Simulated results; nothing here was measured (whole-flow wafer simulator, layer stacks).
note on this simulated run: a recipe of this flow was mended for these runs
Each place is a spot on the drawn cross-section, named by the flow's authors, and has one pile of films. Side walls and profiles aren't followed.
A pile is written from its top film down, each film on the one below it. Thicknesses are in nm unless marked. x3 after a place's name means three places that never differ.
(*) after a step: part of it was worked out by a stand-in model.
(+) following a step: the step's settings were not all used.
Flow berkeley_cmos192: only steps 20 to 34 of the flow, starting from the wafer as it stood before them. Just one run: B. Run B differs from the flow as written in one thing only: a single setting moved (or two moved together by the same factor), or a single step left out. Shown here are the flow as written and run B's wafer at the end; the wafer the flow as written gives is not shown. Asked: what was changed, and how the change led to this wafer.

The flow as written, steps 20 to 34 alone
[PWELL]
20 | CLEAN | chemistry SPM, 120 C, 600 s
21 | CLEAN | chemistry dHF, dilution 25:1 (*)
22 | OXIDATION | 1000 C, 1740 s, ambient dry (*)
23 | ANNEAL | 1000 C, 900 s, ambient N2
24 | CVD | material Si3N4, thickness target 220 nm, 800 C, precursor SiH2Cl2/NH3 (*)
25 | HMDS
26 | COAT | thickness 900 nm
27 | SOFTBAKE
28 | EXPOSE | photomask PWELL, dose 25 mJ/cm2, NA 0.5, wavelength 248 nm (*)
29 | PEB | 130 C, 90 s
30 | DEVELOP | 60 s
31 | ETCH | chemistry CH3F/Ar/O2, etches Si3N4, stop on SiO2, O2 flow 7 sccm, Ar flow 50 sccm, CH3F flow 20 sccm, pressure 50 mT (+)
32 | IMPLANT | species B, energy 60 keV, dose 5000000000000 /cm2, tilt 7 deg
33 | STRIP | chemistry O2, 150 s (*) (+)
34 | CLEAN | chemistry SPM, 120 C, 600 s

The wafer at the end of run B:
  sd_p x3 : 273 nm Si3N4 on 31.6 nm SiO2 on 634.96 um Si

The reason: step 24, CVD: thickness target 273 nm was run, while the flow as written has thickness target 220 nm.
One can read it off the wafer: sd_p x3 has Si3N4 273, and step 24 as written asks for 220 nm.

The path from the change to this, step by step:
  24 | CVD | material Si3N4, thickness target 220 nm, 800 C, precursor SiH2Cl2/NH3 (*)
      field x6, sd_p x3: +273 Si3N4 (new film) (as written it would have been: +220 Si3N4 (new film))
  31 | ETCH | chemistry CH3F/Ar/O2, etches Si3N4, stop on SiO2, O2 flow 7 sccm, Ar flow 50 sccm, CH3F flow 20 sccm, pressure 50 mT (+)
      field x6: -273 Si3N4 (all of it), -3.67 SiO2 (as written it would have been: -220 Si3N4 (all of it), -3.67 SiO2)
      sd_p x3: -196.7 KrF-resist (as written it would have been: -161.3 KrF-resist)
  33 | STRIP | chemistry O2, 150 s (*) (+)
      sd_p x3: -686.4 KrF-resist (all of it) (as written it would have been: -721.7 KrF-resist (all of it))
